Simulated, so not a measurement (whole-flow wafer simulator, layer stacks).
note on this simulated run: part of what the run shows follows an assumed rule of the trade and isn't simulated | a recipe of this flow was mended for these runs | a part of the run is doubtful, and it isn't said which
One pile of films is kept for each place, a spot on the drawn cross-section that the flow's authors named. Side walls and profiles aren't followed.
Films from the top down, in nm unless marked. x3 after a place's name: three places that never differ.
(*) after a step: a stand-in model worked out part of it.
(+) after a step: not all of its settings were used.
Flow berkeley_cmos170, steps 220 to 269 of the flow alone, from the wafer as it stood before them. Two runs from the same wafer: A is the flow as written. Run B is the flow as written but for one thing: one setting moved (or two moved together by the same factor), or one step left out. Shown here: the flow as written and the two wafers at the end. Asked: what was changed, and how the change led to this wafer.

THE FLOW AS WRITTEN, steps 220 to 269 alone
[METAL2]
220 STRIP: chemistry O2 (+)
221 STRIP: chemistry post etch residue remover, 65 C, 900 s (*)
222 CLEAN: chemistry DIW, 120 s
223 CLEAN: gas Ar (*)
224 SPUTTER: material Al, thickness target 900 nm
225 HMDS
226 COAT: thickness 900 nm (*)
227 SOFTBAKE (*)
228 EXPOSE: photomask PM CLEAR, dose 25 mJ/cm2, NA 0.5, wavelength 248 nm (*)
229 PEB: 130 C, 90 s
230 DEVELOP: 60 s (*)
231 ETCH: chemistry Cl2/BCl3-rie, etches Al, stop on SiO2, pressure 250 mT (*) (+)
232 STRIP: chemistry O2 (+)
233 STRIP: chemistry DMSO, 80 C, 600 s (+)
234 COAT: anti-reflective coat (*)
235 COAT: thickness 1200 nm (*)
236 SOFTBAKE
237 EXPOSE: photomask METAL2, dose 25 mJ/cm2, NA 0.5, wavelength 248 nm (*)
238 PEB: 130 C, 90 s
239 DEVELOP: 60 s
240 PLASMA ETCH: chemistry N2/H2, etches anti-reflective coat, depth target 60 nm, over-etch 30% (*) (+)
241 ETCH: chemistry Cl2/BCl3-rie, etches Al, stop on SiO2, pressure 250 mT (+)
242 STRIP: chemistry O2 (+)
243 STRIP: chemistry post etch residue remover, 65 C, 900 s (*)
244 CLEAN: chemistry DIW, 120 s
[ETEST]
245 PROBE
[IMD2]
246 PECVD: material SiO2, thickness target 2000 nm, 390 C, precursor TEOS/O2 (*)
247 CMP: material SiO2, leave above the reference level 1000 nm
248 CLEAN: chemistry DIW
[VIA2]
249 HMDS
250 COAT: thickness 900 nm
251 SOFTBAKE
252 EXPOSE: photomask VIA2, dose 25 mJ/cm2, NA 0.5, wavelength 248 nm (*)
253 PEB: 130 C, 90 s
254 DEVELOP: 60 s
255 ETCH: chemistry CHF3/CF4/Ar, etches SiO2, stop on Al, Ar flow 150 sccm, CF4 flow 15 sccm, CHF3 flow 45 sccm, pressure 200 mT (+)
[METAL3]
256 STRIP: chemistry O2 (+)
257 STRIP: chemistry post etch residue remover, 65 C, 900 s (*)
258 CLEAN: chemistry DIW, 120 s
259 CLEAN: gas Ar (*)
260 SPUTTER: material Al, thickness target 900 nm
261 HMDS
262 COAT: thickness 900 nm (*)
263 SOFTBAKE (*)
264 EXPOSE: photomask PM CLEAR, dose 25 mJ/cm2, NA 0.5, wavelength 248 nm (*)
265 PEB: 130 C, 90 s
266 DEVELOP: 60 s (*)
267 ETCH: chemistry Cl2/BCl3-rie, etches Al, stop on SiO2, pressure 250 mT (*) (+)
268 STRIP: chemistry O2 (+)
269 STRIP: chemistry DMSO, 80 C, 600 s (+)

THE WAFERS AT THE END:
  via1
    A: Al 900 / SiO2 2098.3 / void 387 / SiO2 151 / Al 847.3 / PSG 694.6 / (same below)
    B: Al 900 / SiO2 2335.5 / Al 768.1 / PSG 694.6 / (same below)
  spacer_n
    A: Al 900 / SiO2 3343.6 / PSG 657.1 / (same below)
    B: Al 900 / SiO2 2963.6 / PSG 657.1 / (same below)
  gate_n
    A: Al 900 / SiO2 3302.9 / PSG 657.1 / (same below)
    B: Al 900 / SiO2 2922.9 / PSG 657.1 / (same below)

The cause: step 224, SPUTTER: thickness target 520 nm was run, where the flow has thickness target 900 nm.

How the change led to this, step by step:
  224 SPUTTER: material Al, thickness target 900 nm
      field, mark, sd_n and 9 more: A Al +900 (new film) | B Al +520 (new film)
      via1: A Al +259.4 | B Al +180.2
  226 COAT: thickness 900 nm (*)
      via1: A KrF-resist +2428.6 (new film) | B KrF-resist +2138.4 (new film)
  229 PEB: 130 C, 90 s
      via1: A KrF-resist -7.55 | B KrF-resist -5.81
  231 ETCH: chemistry Cl2/BCl3-rie, etches Al, stop on SiO2, pressure 250 mT (*) (+)
      field, sd_n, spacer_n and 9 more: A KrF-resist -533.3 | B KrF-resist -343.3
      mark: A Al -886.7 (all of it), SiO2 -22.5 | B Al -506.7 (all of it), SiO2 -22.5
  232 STRIP: chemistry O2 (+)
      field, spacer_n, gate_n: A KrF-resist -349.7 (all of it) | B KrF-resist -539.7 (all of it)
      sd_n: A KrF-resist -347 (all of it) | B KrF-resist -537.2 (all of it)
      (and at 8 more places)
  234 COAT: anti-reflective coat (*)
      via1: A anti-reflective coat +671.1 (new film) | B anti-reflective coat +524.2 (new film)
  235 COAT: thickness 1200 nm (*)
      via1: A KrF-resist +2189 (new film) | B KrF-resist +2022.9 (new film)
  238 PEB: 130 C, 90 s
      via1: A KrF-resist -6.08 | B KrF-resist -5.26
  241 ETCH: chemistry Cl2/BCl3-rie, etches Al, stop on SiO2, pressure 250 mT (+)
      field, sd_n, spacer_n, gate_n, sd_p, spacer_p, gate_p: A Al -900 (all of it), SiO2 -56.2 | B Al -520 (all of it), SiO2 -56.2
      contact, m1, via1, m2, via2: A KrF-resist -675 | B KrF-resist -485
      (and at 1 more place)
  242 STRIP: chemistry O2 (+)
      contact: A KrF-resist -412 (all of it), anti-reflective coat -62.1 (all of it) | B KrF-resist -599.8 (all of it), anti-reflective coat -62 (all of it)
      m1: A KrF-resist -433.1 (all of it), anti-reflective coat -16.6 (all of it) | B KrF-resist -614.1 (all of it), anti-reflective coat -16.4 (all of it)
      (and at 3 more places)
  246 PECVD: material SiO2, thickness target 2000 nm, 390 C, precursor TEOS/O2 (*)
      via1: A SiO2 +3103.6 (new film), void +387 (new film), SiO2 +151 (new film) | B SiO2 +3340.8 (new film)
  247 CMP: material SiO2, leave above the reference level 1000 nm
      mark: A nothing | B SiO2 -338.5
      field, sd_n, spacer_n, gate_n, sd_p, spacer_p, gate_p: A SiO2 -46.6 | B SiO2 -426.6
